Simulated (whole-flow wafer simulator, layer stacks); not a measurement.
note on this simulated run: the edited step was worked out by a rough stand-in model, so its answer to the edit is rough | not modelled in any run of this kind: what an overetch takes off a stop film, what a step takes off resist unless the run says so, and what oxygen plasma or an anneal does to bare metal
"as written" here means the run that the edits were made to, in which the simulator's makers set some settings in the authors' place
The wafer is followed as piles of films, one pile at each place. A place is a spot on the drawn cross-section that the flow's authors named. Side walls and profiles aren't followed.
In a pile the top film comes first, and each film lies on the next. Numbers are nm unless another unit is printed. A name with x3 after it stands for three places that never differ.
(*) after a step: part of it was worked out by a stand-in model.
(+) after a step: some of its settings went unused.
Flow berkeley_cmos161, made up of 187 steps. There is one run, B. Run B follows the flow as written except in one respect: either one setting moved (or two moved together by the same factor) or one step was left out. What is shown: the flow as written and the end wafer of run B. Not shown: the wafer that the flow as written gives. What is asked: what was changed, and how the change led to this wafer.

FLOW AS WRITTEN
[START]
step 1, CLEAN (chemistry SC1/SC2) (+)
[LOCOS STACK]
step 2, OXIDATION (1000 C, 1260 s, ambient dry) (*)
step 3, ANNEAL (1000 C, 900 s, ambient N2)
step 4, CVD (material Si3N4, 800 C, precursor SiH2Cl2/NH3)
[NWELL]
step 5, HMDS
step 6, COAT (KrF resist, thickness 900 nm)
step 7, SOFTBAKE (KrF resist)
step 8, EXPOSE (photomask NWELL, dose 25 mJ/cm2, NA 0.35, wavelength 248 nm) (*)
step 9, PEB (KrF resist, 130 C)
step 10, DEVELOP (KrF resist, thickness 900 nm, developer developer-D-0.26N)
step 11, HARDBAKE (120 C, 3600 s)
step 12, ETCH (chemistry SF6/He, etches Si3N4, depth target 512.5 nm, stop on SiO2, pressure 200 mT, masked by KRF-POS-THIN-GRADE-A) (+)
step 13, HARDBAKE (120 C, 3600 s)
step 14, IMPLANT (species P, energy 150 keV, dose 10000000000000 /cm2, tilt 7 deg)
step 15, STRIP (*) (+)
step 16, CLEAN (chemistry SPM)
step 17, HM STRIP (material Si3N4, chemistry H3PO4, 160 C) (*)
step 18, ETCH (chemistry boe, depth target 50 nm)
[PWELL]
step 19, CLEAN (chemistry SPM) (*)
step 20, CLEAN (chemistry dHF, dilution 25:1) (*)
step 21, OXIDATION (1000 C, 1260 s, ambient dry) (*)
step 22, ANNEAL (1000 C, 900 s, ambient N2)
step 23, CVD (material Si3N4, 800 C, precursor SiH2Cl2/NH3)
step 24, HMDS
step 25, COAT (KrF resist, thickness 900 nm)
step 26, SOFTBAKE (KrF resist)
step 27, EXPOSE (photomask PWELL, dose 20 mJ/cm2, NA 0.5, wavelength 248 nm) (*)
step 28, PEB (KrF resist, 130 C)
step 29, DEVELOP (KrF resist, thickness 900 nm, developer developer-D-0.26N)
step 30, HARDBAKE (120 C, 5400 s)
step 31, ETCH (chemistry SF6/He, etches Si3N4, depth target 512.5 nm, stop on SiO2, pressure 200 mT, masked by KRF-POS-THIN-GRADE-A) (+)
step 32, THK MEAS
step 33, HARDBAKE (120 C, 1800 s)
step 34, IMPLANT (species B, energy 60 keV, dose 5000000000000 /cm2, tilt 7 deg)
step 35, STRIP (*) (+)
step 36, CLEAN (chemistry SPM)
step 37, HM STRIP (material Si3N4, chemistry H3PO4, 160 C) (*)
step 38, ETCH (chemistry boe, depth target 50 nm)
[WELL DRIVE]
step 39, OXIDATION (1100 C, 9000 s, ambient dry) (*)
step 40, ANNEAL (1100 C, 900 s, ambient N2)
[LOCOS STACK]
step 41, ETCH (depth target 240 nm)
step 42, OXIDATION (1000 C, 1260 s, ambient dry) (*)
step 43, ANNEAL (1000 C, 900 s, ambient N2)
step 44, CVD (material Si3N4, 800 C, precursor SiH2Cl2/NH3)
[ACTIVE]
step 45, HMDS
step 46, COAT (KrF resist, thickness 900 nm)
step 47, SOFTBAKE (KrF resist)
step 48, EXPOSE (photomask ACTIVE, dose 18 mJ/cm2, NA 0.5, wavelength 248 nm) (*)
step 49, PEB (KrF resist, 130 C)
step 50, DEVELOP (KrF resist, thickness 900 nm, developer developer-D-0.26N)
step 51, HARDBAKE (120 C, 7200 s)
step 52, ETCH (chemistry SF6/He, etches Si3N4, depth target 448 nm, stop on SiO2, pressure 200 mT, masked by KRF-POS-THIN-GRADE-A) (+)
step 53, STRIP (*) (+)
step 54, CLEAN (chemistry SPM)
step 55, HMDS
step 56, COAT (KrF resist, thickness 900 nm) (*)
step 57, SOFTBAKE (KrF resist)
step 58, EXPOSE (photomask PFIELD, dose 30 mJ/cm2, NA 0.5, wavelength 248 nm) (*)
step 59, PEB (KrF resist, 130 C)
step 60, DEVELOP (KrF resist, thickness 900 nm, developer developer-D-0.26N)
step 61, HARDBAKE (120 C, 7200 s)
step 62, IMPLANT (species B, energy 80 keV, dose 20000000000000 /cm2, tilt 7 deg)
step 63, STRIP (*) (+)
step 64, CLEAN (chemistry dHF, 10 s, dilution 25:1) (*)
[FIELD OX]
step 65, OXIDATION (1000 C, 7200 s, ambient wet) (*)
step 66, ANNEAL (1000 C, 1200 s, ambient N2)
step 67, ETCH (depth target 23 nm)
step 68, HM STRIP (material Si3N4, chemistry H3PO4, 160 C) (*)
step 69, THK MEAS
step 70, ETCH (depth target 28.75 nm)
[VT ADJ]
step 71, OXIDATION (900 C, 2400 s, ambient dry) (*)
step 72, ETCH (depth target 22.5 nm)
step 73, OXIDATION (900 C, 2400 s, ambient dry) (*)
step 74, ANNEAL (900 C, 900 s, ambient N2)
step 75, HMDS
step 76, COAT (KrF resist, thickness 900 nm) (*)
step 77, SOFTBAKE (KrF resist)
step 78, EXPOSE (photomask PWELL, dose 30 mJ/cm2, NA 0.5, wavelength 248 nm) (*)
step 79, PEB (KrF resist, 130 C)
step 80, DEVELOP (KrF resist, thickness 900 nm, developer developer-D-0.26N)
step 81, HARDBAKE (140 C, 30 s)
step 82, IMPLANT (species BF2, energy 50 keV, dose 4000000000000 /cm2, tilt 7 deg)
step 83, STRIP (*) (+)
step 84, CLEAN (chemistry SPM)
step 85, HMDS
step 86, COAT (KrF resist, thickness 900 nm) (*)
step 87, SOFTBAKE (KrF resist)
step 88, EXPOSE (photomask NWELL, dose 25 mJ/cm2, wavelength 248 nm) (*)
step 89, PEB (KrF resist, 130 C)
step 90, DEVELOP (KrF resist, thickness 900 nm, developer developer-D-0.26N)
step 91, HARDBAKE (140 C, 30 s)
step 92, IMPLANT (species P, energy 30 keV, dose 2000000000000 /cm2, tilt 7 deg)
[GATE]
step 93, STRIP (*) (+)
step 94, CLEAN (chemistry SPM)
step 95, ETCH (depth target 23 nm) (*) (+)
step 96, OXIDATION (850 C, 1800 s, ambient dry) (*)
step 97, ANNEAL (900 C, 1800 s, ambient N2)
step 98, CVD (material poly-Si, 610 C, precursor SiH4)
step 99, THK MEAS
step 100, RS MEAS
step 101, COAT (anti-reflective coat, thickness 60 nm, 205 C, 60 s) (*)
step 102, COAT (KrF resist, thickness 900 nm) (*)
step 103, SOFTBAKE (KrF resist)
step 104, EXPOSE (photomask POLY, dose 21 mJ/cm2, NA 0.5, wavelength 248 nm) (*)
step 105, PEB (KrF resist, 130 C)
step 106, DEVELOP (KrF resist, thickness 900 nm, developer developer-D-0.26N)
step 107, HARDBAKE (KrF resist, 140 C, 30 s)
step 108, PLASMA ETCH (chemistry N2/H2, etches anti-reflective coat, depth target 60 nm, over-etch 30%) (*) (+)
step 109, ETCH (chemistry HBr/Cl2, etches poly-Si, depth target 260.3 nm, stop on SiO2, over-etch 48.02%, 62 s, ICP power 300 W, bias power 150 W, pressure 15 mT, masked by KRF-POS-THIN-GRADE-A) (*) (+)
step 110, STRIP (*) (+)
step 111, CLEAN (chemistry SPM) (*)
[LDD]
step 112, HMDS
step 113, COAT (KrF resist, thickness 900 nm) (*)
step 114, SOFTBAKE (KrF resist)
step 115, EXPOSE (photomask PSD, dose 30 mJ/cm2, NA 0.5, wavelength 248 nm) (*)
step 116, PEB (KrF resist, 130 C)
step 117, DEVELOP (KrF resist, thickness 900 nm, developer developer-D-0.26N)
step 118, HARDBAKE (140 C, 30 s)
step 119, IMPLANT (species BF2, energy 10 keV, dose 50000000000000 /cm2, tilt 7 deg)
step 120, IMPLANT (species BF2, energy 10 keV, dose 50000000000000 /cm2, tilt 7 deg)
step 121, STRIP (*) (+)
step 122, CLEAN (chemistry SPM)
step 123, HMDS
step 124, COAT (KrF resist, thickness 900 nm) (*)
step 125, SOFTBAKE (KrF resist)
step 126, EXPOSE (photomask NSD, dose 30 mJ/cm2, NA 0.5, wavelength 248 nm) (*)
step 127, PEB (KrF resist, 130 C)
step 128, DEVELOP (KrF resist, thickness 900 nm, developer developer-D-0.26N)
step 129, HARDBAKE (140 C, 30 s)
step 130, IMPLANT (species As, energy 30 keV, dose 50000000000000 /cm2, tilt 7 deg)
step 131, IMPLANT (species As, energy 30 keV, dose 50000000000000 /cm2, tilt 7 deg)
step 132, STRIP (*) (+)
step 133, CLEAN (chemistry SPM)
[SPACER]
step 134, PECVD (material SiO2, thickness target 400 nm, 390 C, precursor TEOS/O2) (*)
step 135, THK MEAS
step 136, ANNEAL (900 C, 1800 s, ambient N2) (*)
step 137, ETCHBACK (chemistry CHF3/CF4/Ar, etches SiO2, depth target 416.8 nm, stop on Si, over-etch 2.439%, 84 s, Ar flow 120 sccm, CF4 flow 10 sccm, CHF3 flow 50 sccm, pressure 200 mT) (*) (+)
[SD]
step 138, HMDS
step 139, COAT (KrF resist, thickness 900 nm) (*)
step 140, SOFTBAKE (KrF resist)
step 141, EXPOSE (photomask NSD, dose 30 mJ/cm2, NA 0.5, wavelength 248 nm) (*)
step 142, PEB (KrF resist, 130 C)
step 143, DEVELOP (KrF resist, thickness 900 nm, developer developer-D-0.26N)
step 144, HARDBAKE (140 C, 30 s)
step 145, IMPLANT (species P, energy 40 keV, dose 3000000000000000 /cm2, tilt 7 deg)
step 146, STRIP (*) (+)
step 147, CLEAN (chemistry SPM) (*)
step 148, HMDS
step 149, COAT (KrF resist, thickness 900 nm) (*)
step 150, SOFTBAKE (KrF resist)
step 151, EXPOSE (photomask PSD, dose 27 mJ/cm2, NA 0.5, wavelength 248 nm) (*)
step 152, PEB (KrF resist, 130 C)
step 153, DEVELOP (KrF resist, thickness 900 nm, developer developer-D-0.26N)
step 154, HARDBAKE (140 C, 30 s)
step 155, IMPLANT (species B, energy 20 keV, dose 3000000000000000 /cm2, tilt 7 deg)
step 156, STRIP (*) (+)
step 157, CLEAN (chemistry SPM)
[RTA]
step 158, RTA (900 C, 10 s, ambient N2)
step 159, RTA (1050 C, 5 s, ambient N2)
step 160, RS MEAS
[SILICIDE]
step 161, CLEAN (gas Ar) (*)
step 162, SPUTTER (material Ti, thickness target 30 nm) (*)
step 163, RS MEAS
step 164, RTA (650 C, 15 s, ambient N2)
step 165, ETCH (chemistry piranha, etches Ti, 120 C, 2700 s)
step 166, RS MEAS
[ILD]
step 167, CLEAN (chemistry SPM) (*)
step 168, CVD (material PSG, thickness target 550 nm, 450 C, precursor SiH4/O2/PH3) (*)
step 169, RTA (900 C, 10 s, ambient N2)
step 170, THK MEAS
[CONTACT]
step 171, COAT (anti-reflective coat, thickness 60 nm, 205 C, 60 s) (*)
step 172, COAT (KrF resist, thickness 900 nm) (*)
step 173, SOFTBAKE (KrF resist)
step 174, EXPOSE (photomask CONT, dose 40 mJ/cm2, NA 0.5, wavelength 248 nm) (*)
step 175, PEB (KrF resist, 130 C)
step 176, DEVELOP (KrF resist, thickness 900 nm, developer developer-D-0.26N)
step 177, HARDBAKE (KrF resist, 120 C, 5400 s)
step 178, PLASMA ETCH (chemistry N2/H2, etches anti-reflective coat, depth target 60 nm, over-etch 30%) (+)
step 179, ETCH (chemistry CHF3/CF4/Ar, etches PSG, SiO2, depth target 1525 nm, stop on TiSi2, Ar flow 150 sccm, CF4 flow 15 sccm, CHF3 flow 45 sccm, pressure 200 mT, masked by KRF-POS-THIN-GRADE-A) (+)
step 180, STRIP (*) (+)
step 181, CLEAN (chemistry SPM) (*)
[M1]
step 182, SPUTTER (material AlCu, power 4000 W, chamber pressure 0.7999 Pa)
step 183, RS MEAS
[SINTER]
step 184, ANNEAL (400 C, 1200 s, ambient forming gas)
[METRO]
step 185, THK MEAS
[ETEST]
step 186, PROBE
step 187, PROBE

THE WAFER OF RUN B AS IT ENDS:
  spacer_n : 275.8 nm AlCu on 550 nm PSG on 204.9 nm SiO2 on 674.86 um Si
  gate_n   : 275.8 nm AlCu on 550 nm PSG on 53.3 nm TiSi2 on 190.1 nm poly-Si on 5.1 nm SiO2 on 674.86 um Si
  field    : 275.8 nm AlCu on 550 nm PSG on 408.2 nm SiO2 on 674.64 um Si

What caused this: step 96, OXIDATION: 900 s was run, while the flow as written has 1800 s.

How this came from the change, step by step:
  step 96, OXIDATION (850 C, 1800 s, ambient dry) (*)
      sd_n, spacer_n, gate_n, sd_p, spacer_p, gate_p, contact, m1: +5.1 SiO2 (new film), -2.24 Si (as written it would have been: +7.48 SiO2 (new film), -3.29 Si)
